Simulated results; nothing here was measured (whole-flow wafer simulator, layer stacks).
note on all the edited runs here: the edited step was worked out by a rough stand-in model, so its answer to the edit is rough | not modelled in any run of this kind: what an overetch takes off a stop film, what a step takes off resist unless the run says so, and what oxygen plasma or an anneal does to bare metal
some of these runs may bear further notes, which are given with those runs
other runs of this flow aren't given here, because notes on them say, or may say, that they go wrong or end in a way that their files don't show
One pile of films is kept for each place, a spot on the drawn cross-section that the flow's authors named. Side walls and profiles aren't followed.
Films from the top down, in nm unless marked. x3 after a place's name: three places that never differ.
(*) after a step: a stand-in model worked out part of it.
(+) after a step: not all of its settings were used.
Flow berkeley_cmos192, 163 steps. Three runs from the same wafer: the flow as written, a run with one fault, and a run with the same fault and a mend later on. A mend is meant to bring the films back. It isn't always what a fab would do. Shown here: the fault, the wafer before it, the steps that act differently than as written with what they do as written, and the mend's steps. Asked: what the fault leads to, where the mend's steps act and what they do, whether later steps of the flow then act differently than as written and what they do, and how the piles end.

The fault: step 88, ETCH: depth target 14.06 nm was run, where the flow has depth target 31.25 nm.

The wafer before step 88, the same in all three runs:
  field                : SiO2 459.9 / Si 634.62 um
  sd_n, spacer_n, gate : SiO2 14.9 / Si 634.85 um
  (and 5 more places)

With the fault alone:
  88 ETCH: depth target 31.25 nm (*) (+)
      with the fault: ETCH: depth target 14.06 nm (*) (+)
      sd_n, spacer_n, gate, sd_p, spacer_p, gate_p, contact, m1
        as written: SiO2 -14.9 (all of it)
        with the fault: SiO2 -14.1
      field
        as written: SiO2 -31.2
        with the fault: SiO2 -14.1
  Later steps of the flow that act differently than as written (31 more steps differ only slightly, by at most 2% or 0.5 nm, whichever is larger, and aren't shown):
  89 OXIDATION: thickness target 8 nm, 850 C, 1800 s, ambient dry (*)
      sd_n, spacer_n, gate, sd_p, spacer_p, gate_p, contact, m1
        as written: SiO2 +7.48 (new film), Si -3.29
        with the fault: SiO2 +6.6, Si -2.91
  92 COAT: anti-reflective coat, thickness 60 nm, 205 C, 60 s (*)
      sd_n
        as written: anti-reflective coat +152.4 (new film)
        with the fault: anti-reflective coat +164.2 (new film)
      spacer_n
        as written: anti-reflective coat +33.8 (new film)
        with the fault: anti-reflective coat +29.8 (new film)
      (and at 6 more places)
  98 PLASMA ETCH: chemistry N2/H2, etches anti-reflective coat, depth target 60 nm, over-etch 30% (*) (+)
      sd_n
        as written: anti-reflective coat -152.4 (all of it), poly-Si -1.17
        with the fault: anti-reflective coat -164.2 (all of it), poly-Si -1.26
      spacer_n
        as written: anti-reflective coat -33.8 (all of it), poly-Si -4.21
        with the fault: anti-reflective coat -29.8 (all of it), poly-Si -4.71
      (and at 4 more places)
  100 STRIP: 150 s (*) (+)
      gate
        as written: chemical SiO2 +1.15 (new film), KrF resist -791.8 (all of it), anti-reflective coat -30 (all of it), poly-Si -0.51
        with the fault: chemical SiO2 +1.15 (new film), KrF resist -805.9 (all of it), anti-reflective coat -25.7 (all of it), poly-Si -0.51
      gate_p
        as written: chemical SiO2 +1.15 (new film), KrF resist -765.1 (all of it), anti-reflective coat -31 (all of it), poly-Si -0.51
        with the fault: chemical SiO2 +1.15 (new film), KrF resist -774.3 (all of it), anti-reflective coat -28.1 (all of it), poly-Si -0.51
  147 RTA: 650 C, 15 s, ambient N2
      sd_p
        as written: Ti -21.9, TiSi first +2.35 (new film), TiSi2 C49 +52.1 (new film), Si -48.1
        with the fault: Ti -21.6, TiSi first +1.67 (new film), TiSi2 C49 +52.4 (new film), Si -47.9
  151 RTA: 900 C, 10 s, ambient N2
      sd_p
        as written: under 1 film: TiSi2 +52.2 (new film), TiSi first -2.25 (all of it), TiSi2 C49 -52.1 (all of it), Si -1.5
        with the fault: under 1 film: TiSi2 +51.5 (new film), TiSi first -1.56 (all of it), TiSi2 C49 -52.4 (all of it), Si -1.04
  At the end the piles differ from the flow's by more than 2% or 0.5 nm, whichever is larger, at field.
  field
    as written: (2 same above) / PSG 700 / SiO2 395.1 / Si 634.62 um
    with the fault: (2 same above) / PSG 700 / SiO2 412.2 / Si 634.62 um

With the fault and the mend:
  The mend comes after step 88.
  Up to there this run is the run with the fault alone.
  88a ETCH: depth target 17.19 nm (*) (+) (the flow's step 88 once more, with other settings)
      sd_n, spacer_n, gate, sd_p, spacer_p, gate_p, contact, m1
        SiO2 -0.88 (all of it)
      field
        SiO2 -17.2
  No later step of the flow acts differently than as written, at any place that is followed, by more than 2% or 0.5 nm, whichever is larger.
  At the end the piles are the same as the flow's at every place that both follow.
